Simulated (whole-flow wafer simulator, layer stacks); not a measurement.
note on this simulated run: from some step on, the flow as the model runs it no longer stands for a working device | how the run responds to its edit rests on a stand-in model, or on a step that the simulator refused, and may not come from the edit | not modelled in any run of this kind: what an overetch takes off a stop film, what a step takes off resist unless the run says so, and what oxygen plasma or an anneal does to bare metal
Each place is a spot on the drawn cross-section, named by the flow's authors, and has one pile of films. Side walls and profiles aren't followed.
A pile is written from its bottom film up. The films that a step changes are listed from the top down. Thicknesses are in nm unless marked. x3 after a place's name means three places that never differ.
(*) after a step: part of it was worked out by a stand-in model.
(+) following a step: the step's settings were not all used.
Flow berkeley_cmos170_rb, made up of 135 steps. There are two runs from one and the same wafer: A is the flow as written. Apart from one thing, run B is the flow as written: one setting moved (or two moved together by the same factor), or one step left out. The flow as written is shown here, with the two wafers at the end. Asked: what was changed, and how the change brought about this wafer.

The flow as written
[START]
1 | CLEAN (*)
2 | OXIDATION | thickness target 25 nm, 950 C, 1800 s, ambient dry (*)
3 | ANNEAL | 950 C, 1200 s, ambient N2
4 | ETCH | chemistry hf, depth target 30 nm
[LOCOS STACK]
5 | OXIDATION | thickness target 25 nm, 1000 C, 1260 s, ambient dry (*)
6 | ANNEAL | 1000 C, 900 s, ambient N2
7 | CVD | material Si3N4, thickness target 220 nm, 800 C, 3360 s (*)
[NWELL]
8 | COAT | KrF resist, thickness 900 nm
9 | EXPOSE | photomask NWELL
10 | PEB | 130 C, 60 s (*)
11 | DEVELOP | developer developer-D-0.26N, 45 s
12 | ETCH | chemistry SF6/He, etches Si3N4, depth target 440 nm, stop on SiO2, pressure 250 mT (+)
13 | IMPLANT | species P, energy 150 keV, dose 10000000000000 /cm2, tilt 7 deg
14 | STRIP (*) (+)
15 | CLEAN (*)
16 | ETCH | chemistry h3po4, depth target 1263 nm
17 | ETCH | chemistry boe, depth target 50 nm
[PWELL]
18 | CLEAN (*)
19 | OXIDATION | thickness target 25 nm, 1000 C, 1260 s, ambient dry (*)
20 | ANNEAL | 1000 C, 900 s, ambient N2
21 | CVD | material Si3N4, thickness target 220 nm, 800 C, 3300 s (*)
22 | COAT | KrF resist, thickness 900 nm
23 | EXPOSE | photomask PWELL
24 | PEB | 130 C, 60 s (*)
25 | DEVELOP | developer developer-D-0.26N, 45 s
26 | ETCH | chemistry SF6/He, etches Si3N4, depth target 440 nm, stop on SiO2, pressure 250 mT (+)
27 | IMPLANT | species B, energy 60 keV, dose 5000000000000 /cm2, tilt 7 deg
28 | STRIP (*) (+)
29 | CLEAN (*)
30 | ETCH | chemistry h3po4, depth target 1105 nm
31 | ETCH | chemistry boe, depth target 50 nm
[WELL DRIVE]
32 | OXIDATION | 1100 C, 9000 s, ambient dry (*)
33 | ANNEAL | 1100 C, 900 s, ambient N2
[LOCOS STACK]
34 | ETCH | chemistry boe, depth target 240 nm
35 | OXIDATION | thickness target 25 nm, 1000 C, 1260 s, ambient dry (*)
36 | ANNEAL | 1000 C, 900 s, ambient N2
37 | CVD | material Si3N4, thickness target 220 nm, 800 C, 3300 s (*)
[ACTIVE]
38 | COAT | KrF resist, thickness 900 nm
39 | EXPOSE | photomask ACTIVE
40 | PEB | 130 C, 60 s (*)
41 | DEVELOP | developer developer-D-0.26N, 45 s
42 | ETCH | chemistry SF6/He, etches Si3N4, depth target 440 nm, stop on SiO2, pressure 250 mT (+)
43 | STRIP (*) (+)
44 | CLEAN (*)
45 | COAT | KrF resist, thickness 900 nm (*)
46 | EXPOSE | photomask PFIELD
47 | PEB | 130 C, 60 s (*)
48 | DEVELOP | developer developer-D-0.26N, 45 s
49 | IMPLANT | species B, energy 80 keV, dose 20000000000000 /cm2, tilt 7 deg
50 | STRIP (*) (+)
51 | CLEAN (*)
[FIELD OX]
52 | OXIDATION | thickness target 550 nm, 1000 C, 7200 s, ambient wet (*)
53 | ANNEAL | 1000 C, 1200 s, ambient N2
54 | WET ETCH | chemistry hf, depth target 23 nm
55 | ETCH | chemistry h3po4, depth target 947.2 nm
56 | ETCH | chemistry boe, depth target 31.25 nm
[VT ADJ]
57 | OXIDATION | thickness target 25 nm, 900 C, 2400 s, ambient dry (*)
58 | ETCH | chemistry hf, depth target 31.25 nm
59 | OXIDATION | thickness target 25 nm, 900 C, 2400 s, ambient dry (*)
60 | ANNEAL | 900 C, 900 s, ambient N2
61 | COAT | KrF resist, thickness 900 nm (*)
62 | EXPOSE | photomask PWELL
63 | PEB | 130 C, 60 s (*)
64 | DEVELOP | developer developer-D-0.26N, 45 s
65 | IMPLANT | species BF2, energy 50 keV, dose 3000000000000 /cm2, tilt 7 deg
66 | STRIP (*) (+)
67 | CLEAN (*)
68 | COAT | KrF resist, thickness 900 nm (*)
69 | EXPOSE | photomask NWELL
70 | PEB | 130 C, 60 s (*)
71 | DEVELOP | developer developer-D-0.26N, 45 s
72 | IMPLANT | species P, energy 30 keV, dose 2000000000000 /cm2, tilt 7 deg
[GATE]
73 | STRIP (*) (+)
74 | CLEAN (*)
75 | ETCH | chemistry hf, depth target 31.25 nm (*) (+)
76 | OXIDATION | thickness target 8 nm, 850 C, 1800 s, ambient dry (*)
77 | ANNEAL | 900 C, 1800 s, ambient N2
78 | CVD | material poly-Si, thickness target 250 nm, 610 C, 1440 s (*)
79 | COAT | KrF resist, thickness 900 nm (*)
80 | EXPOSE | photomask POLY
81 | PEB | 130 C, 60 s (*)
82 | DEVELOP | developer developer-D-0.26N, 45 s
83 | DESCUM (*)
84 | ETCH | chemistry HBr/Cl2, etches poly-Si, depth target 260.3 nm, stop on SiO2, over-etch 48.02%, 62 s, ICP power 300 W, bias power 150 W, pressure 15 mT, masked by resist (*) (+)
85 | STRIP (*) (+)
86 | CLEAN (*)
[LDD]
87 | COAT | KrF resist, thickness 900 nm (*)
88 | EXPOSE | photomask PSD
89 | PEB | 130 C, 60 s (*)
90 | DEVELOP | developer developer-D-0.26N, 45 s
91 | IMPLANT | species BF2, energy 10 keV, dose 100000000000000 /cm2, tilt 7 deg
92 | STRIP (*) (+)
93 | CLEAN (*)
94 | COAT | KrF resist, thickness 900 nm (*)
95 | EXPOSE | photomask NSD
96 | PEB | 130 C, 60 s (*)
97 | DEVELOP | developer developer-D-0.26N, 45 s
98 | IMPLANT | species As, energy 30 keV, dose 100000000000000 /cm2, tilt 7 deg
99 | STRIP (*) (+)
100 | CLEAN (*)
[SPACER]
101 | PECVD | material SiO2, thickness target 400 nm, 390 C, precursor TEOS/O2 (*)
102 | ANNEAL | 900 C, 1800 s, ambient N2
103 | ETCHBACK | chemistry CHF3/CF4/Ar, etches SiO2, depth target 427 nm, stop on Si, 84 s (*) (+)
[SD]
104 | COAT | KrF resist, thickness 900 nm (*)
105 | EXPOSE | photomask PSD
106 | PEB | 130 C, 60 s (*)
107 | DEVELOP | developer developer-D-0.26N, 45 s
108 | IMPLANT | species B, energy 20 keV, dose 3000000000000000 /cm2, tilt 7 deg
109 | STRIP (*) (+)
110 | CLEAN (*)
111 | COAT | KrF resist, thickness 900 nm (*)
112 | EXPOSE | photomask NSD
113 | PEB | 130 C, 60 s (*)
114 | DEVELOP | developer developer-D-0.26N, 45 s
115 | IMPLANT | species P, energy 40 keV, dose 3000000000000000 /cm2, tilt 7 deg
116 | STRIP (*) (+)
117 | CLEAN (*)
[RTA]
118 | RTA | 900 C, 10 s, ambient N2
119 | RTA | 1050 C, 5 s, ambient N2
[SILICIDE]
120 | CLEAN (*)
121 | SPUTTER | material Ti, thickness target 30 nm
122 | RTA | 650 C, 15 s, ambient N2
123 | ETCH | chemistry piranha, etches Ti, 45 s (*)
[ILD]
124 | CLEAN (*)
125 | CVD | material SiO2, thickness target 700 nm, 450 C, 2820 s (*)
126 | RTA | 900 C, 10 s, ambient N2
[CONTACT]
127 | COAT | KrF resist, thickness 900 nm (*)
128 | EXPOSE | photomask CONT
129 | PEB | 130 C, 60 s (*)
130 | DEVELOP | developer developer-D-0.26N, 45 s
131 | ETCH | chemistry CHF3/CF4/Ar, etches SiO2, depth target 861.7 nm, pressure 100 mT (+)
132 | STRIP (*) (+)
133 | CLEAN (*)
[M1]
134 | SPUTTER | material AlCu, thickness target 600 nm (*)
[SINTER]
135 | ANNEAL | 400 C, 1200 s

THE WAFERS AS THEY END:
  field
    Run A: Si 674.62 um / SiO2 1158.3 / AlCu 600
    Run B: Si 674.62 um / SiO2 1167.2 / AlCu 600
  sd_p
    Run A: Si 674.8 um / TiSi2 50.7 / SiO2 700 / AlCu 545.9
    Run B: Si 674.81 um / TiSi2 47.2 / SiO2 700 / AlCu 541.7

The reason: step 58, ETCH: depth target 22.3 nm was run, though the flow has depth target 31.25 nm.

The path from the change to this, step by step:
  58 | ETCH | chemistry hf, depth target 31.25 nm
      field: A -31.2 SiO2 | B -22.3 SiO2
  121 | SPUTTER | material Ti, thickness target 30 nm
      sd_p: A +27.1 Ti (new film) | B +25.3 Ti (new film)
  122 | RTA | 650 C, 15 s, ambient N2
      sd_p: A -21.1 Ti, +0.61 TiSi first (new film), +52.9 TiSi2 C49 (new film), -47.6 Si | B -19.7 Ti, +50.1 TiSi2 C49 (new film), -44.7 Si
  126 | RTA | 900 C, 10 s, ambient N2
      sd_p: A under 1 film: +50.7 TiSi2 (new film), -0.61 TiSi first (all of it), -52.9 TiSi2 C49 (all of it), -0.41 Si | B under 1 film: +47.2 TiSi2 (new film), -50.1 TiSi2 C49 (all of it)
